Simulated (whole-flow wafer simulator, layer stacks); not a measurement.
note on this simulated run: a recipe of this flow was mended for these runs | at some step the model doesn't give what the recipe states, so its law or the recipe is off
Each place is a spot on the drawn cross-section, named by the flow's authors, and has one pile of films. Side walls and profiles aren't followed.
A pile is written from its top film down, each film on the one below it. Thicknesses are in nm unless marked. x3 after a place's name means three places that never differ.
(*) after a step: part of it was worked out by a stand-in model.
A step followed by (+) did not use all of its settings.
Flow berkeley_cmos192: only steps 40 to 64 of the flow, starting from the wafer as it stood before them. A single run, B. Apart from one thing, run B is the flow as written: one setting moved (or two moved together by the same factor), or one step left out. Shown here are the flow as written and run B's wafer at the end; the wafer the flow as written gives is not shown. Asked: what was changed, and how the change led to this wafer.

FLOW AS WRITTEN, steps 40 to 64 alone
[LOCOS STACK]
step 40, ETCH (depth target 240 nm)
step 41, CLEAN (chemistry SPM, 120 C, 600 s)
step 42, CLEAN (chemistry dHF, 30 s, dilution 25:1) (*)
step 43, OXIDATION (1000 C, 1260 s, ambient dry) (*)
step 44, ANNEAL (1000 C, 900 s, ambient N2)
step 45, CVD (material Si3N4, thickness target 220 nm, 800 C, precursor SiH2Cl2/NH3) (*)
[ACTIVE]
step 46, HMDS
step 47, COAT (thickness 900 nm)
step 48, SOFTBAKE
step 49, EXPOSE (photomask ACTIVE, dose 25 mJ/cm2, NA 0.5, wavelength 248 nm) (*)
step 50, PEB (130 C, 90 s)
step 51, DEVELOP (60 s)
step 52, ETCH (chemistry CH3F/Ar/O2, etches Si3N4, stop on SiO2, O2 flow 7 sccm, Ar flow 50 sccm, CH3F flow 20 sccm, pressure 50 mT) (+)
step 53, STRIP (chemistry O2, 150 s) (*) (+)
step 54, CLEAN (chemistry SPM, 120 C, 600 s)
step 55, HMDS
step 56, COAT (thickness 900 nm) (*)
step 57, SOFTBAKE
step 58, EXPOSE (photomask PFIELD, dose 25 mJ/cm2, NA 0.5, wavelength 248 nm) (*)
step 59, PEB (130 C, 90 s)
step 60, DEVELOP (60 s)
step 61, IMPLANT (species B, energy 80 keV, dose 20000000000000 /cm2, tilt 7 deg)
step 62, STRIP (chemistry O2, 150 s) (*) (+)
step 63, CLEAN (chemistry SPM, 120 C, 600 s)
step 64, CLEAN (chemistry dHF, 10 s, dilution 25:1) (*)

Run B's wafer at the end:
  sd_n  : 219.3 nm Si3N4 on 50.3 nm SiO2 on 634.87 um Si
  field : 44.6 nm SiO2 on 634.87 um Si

The reason: step 40, ETCH: depth target 160 nm was run, while the flow as written has depth target 240 nm.

Step by step, how the change led to this:
  step 40, ETCH (depth target 240 nm)
      field, sd_n, spacer_n and 6 more: SiO2 loses 160 (as written it would have been: SiO2 loses 197.6 (all of it))
  step 41, CLEAN (chemistry SPM, 120 C, 600 s)
      field, sd_n, spacer_n and 6 more: nothing (as written it would have been: chemical SiO2 gains 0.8 (new film), Si loses 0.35)
  step 42, CLEAN (chemistry dHF, 30 s, dilution 25:1) (*)
      field, sd_n, spacer_n and 6 more: SiO2 loses 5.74 (as written it would have been: chemical SiO2 loses 0.8 (all of it))
  step 43, OXIDATION (1000 C, 1260 s, ambient dry) (*)
      field, sd_n, spacer_n and 6 more: SiO2 gains 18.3, Si loses 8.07 (as written it would have been: SiO2 gains 26.6 (new film), Si loses 11.7)
